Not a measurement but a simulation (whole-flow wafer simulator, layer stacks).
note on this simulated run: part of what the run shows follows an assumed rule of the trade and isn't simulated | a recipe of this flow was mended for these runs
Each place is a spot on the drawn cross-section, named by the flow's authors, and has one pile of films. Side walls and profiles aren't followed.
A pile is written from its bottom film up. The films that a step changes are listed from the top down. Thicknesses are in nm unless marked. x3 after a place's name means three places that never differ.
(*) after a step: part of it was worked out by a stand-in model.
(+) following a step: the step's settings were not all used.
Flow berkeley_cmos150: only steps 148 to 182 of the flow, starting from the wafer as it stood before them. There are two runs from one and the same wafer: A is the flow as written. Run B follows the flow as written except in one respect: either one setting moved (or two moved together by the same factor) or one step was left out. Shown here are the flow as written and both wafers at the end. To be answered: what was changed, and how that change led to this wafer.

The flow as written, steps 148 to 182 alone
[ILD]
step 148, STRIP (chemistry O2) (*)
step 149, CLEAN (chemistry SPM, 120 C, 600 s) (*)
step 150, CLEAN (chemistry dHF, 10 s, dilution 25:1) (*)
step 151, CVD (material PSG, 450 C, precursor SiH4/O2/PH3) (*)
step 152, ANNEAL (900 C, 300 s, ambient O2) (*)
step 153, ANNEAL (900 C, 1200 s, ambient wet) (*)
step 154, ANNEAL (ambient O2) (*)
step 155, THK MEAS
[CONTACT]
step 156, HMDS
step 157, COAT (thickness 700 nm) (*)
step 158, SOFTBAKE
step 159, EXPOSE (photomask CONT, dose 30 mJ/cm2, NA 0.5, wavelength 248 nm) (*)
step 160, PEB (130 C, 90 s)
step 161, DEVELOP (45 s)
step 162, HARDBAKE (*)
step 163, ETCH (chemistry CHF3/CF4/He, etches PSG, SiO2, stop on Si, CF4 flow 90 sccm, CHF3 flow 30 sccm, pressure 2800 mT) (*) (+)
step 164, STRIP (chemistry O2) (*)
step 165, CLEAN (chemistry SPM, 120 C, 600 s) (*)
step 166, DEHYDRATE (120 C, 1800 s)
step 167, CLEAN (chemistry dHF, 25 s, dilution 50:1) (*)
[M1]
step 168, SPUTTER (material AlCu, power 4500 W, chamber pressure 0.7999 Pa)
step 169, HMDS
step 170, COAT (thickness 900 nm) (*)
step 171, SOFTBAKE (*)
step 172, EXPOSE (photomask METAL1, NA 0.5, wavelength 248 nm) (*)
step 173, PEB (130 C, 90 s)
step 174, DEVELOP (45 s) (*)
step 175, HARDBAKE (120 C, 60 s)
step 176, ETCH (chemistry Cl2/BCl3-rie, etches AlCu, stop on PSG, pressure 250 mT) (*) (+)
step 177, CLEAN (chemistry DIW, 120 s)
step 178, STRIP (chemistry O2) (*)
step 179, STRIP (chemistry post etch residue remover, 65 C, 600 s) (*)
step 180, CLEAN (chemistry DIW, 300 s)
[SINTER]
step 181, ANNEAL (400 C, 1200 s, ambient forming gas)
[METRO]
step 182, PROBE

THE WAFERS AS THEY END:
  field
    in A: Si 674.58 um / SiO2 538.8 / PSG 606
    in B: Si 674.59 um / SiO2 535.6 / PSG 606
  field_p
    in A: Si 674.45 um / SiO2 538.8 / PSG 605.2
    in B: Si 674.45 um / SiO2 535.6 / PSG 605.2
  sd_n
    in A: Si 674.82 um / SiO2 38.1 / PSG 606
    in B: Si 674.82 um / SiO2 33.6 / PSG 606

The reason: step 153, ANNEAL: 960 s was run, though the flow has 1200 s.

Step by step, how the change led to this:
  step 153, ANNEAL (900 C, 1200 s, ambient wet) (*)
      sd_n, contact, m1: A PSG loses 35, SiO2 gains 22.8, Si loses 10 | B PSG loses 35, SiO2 gains 18.2, Si loses 8.03
      field, field_p: A PSG loses 35, SiO2 gains 16.3, Si loses 7.15 | B PSG loses 35, SiO2 gains 13, Si loses 5.73
      (as well as at 3 more places)
  step 163, ETCH (chemistry CHF3/CF4/He, etches PSG, SiO2, stop on Si, CF4 flow 90 sccm, CHF3 flow 30 sccm, pressure 2800 mT) (*) (+)
      contact: A PSG loses 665 (all of it), SiO2 loses 38.1 (all of it), Si loses 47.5 | B PSG loses 665 (all of it), SiO2 loses 33.6 (all of it), Si loses 47.5
  step 176, ETCH (chemistry Cl2/BCl3-rie, etches AlCu, stop on PSG, pressure 250 mT) (*) (+)
      gate_p: A AlCu loses 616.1 (all of it), PSG loses 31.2 | B AlCu loses 609.8 (all of it), PSG loses 32
